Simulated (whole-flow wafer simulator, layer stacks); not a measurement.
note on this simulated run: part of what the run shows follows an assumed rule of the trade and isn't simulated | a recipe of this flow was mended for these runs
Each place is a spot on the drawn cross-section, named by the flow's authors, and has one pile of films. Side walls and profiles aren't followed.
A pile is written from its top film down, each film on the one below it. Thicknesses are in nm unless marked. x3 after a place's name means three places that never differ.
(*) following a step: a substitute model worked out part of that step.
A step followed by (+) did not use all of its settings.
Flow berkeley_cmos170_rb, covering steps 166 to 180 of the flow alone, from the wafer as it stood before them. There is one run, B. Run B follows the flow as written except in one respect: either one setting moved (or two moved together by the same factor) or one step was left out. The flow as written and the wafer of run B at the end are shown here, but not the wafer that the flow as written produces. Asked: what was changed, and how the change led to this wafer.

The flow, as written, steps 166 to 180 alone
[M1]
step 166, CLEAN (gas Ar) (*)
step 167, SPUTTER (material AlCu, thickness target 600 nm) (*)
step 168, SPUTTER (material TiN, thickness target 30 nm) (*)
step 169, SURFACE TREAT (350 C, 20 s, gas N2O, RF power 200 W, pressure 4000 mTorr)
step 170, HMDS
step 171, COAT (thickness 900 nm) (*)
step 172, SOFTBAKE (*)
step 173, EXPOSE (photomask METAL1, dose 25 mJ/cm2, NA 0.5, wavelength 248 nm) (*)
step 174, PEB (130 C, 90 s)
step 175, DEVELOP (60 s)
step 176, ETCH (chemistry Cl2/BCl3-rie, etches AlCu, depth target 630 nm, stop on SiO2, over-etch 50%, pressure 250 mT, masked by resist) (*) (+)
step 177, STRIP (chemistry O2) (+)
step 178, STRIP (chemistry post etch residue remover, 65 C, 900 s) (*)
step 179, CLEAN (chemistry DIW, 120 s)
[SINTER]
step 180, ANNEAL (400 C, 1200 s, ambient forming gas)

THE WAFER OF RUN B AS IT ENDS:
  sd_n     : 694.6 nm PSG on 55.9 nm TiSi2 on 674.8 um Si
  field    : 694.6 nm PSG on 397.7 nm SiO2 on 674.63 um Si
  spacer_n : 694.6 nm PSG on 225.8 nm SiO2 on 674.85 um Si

What caused this: step 176, ETCH: depth target 420 nm was run, while the flow as written has depth target 630 nm.

The path from the change to this, step by step:
  step 176, ETCH (chemistry Cl2/BCl3-rie, etches AlCu, depth target 630 nm, stop on SiO2, over-etch 50%, pressure 250 mT, masked by resist) (*) (+)
      field, sd_n, spacer_n, gate, spacer_p, gate_p: TiN loses 30 (all of it), AlCu loses 600 (all of it) (as written it would have been: TiN loses 30 (all of it), AlCu loses 600 (all of it), PSG loses 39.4)
      contact, m1: KrF-resist loses 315 (as written it would have been: KrF-resist loses 472.5)
      (as well as at 1 more place)
  step 177, STRIP (chemistry O2) (+)
      contact: KrF-resist loses 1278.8 (all of it) (as written it would have been: KrF-resist loses 1121.3 (all of it))
      m1: KrF-resist loses 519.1 (all of it) (as written it would have been: KrF-resist loses 361.6 (all of it))
